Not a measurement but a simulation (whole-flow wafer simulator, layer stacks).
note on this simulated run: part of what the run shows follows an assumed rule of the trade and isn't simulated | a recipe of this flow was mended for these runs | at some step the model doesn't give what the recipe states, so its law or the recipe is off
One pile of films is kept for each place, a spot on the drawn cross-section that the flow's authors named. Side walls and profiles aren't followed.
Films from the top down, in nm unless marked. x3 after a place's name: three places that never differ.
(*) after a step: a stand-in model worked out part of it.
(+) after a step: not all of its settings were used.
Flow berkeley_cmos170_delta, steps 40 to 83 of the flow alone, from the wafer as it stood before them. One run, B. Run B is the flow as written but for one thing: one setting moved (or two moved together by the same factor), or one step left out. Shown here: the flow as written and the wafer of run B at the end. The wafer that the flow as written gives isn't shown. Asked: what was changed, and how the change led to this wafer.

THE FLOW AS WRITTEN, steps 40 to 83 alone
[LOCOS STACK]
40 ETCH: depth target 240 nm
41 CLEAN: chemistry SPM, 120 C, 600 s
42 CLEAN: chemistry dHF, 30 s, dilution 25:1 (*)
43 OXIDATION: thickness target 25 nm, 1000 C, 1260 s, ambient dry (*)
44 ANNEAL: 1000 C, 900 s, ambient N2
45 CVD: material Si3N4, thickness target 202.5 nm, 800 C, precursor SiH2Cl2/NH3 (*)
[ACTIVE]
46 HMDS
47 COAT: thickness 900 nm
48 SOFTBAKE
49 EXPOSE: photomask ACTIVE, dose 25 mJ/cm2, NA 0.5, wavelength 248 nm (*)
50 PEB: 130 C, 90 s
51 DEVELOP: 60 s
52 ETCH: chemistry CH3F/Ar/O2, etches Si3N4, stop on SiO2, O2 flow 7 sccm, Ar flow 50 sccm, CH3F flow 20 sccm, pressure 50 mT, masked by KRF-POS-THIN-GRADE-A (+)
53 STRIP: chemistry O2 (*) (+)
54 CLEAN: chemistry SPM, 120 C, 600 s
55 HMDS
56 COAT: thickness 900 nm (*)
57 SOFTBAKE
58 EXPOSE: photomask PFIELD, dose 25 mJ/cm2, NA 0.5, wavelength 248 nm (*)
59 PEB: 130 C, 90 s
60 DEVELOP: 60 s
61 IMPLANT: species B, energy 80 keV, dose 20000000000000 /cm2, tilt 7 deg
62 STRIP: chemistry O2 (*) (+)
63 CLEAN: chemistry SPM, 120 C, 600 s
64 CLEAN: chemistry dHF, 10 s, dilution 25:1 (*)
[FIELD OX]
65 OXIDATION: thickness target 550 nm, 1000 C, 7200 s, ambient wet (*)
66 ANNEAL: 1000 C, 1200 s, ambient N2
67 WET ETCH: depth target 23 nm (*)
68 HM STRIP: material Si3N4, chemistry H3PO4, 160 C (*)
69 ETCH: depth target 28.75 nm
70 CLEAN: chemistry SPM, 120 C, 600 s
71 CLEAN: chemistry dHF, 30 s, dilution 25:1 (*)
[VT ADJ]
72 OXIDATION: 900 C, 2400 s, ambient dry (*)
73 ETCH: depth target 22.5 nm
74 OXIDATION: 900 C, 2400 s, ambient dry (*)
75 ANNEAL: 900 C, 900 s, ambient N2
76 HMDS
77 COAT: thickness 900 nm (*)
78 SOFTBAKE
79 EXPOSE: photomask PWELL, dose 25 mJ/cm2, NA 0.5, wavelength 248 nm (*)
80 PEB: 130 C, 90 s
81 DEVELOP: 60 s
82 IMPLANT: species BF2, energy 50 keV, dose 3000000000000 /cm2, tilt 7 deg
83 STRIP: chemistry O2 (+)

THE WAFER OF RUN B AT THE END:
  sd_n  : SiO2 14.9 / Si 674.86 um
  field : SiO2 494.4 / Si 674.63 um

The cause: step 69, ETCH: depth target 5.75 nm was run, where the flow has depth target 28.75 nm.

How the change led to this, step by step:
  69 ETCH: depth target 28.75 nm
      spacer_n, gate, spacer_p, gate_p, contact, m1: SiO2 -5.75 (as written it would be: SiO2 -17.5 (all of it))
      sd_n, sd_p: SiO2 -5.75 (as written it would be: SiO2 -17.6 (all of it))
      (and at 1 more place)
  70 CLEAN: chemistry SPM, 120 C, 600 s
      sd_n, spacer_n, gate, sd_p, spacer_p, gate_p, contact, m1: nothing (as written it would be: chemical SiO2 +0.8 (new film), Si -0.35)
  71 CLEAN: chemistry dHF, 30 s, dilution 25:1 (*)
      sd_n, spacer_n, gate, sd_p, spacer_p, gate_p, contact, m1: SiO2 -5.74 (as written it would be: chemical SiO2 -0.8 (all of it))
  72 OXIDATION: 900 C, 2400 s, ambient dry (*)
      spacer_n, gate, spacer_p, gate_p, contact, m1: SiO2 +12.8, Si -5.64 (as written it would be: SiO2 +14.9 (new film), Si -6.57)
      sd_n, sd_p: SiO2 +12.8, Si -5.63 (as written it would be: SiO2 +14.9 (new film), Si -6.57)
  73 ETCH: depth target 22.5 nm
      spacer_n, gate, spacer_p, gate_p, contact, m1: SiO2 -18.8 (all of it) (as written it would be: SiO2 -14.9 (all of it))
      sd_n, sd_p: SiO2 -19 (all of it) (as written it would be: SiO2 -14.9 (all of it))
